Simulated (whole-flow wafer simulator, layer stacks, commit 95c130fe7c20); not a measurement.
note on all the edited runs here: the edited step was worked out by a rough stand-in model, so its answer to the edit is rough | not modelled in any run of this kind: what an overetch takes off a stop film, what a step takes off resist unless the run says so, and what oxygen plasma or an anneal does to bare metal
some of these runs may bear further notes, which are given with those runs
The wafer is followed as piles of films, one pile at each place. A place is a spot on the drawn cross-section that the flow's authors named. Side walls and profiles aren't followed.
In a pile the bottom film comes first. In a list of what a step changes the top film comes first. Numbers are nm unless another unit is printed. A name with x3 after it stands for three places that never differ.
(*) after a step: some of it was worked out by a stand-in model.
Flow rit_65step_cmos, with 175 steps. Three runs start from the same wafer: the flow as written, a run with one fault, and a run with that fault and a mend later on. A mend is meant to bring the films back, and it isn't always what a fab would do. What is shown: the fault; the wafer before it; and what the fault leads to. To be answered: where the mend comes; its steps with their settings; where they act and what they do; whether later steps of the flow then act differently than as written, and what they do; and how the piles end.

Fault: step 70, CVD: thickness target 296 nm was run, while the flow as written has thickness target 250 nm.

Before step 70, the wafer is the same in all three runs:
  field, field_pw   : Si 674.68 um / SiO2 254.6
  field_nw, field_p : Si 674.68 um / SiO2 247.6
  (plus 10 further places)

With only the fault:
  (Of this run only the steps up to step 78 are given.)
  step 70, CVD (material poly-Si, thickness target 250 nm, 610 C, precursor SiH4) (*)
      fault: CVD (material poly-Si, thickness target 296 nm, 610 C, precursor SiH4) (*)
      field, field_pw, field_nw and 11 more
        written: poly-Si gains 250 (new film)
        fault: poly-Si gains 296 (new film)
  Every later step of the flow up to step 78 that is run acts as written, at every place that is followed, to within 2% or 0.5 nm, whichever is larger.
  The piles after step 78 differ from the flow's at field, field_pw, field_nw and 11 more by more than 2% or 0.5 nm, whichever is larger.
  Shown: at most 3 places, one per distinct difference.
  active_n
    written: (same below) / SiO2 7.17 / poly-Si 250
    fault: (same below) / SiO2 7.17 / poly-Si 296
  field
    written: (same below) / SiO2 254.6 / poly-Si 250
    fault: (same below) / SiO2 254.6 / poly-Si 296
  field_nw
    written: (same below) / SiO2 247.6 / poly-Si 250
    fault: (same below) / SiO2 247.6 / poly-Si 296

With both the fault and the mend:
  After step 71 comes the mend.
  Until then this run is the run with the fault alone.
  step 71a, ETCH (chemistry tmah, depth target 340.4 nm)
      field, field_pw, field_nw and 11 more
        poly-Si loses 296 (all of it)
  step 71b, CLEAN (chemistry SC2, 75 C, 600 s) (a further turn of the flow's step 66)
      alters no film at any place that is followed
  step 71c, CVD (material poly-Si, thickness target 250 nm, 610 C, precursor SiH4) (*) (a further turn of the flow's step 70)
      field, field_pw, field_nw and 11 more
        poly-Si gains 250 (new film)
  Every later step of the flow that is run acts as written at every place that is followed.
  At every place that both follow, the piles at the end match the flow's.
